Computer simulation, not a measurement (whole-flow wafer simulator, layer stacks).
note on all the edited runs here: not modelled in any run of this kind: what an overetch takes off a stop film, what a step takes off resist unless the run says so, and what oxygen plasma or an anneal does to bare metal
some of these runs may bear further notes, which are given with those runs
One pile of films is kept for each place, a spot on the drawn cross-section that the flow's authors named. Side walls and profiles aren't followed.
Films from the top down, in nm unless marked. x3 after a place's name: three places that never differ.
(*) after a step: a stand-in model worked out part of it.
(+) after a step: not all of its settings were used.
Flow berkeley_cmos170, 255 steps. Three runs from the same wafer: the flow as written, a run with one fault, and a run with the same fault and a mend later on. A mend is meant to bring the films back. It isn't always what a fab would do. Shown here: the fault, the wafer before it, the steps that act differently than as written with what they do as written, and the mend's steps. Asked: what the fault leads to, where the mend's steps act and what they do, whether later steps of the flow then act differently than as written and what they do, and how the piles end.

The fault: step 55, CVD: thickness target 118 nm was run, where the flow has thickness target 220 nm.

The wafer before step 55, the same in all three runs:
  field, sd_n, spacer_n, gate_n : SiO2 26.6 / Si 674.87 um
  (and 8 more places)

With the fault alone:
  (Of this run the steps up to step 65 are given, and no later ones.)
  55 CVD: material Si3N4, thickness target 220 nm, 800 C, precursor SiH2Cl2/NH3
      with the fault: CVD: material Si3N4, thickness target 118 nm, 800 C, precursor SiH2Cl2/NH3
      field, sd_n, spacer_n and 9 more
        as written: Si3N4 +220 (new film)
        with the fault: Si3N4 +118 (new film)
  Later steps of the flow that act differently than as written:
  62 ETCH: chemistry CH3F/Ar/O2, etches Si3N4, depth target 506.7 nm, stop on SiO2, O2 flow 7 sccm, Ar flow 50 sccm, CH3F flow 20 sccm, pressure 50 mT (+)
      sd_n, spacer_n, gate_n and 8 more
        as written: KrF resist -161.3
        with the fault: KrF resist -93.3
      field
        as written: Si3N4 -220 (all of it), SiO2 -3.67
        with the fault: Si3N4 -118 (all of it), SiO2 -3.67
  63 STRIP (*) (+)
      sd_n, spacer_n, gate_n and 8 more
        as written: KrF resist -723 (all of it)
        with the fault: KrF resist -791 (all of it)
  After step 65 the piles differ from the flow's by more than 2% or 0.5 nm, whichever is larger, at sd_n, spacer_n, gate_n and 8 more.
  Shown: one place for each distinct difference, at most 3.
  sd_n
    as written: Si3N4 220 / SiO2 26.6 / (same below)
    with the fault: Si3N4 118 / SiO2 26.6 / (same below)

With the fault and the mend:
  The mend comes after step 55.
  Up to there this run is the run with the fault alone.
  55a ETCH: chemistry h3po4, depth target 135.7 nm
      field, sd_n, spacer_n and 9 more
        Si3N4 -118 (all of it)
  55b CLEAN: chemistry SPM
      changes no film at any place that is followed
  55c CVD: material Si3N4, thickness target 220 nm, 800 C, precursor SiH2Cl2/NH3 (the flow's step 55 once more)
      field, sd_n, spacer_n and 9 more
        Si3N4 +220 (new film)
  No later step of the flow acts differently than as written at any place that is followed.
  At the end the piles are the same as the flow's at every place that both follow.
